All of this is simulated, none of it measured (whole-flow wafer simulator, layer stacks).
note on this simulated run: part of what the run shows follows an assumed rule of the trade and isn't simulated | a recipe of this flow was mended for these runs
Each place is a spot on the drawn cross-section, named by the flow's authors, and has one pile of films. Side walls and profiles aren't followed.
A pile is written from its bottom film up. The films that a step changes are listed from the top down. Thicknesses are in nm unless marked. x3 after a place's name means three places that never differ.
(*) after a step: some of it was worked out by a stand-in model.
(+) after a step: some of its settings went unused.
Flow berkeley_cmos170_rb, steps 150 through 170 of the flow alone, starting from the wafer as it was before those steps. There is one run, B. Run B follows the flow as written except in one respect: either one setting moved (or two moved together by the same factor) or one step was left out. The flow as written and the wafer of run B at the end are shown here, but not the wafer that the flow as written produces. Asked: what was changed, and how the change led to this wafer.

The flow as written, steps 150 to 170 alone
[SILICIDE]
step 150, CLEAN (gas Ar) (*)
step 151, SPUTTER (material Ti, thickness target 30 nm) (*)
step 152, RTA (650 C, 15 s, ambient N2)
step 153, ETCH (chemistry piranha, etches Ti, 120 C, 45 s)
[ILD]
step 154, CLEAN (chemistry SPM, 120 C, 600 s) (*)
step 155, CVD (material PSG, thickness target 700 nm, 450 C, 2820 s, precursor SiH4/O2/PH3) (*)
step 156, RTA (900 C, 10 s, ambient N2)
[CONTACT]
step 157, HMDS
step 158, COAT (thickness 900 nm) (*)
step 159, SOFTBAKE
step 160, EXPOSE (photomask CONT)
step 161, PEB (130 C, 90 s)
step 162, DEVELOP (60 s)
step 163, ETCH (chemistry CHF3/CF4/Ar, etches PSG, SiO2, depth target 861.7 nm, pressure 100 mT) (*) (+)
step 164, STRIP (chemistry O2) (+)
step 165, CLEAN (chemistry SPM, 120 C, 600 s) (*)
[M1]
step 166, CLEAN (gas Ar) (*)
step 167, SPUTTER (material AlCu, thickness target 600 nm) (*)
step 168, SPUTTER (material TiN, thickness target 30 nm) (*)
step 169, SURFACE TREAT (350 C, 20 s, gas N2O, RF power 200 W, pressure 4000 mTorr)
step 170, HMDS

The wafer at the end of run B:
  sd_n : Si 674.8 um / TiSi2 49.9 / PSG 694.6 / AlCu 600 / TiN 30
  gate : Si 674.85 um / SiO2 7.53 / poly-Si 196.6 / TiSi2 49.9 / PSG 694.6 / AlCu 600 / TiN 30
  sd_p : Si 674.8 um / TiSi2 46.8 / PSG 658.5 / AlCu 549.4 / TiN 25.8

What caused this: step 151, SPUTTER: thickness target 27 nm was run, whereas the flow has thickness target 30 nm.

The path from the change to this, step by step:
  step 151, SPUTTER (material Ti, thickness target 30 nm) (*)
      field, sd_n, spacer_n, gate, spacer_p, gate_p, contact, m1: +27 Ti (new film) (it would be, as written: +30 Ti (new film))
      sd_p: +25.1 Ti (new film) (it would be, as written: +27.9 Ti (new film))
  step 152, RTA (650 C, 15 s, ambient N2)
      sd_p: -19.6 Ti, +49.8 TiSi2 C49 (new film), -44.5 Si (it would be, as written: -21.8 Ti, +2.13 TiSi first (new film), +52.2 TiSi2 C49 (new film), -48 Si)
      sd_n, contact, m1: -21.1 Ti, +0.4 TiSi first (new film), +53 TiSi2 C49 (new film), -47.5 Si (it would be, as written: -23.4 Ti, +6.2 TiSi first (new film), +50.3 TiSi2 C49 (new film), -49 Si)
      (also at 2 further places)
  step 153, ETCH (chemistry piranha, etches Ti, 120 C, 45 s)
      sd_n, gate, gate_p, contact, m1: -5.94 Ti (all of it), -0.4 TiSi first (all of it) (it would be, as written: -6.6 Ti (all of it), -0.1 TiSi first)
      sd_p: -5.53 Ti (all of it), -0.1 TiSi2 C49 (it would be, as written: -6.14 Ti (all of it), -0.1 TiSi first)
      (also at 3 further places)
  step 156, RTA (900 C, 10 s, ambient N2)
      sd_n, contact, m1: under 1 film: +49.9 TiSi2 (new film), -53 TiSi2 C49 (all of it) (it would be, as written: under 1 film: +55.9 TiSi2 (new film), -6.09 TiSi first (all of it), -50.3 TiSi2 C49 (all of it), -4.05 Si)
      gate, gate_p: under 1 film: +49.9 TiSi2 (new film), -53 TiSi2 C49 (all of it) (it would be, as written: under 1 film: +55.9 TiSi2 (new film), -6.09 TiSi first (all of it), -50.3 TiSi2 C49 (all of it), -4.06 poly-Si)
      (also at 1 further place)
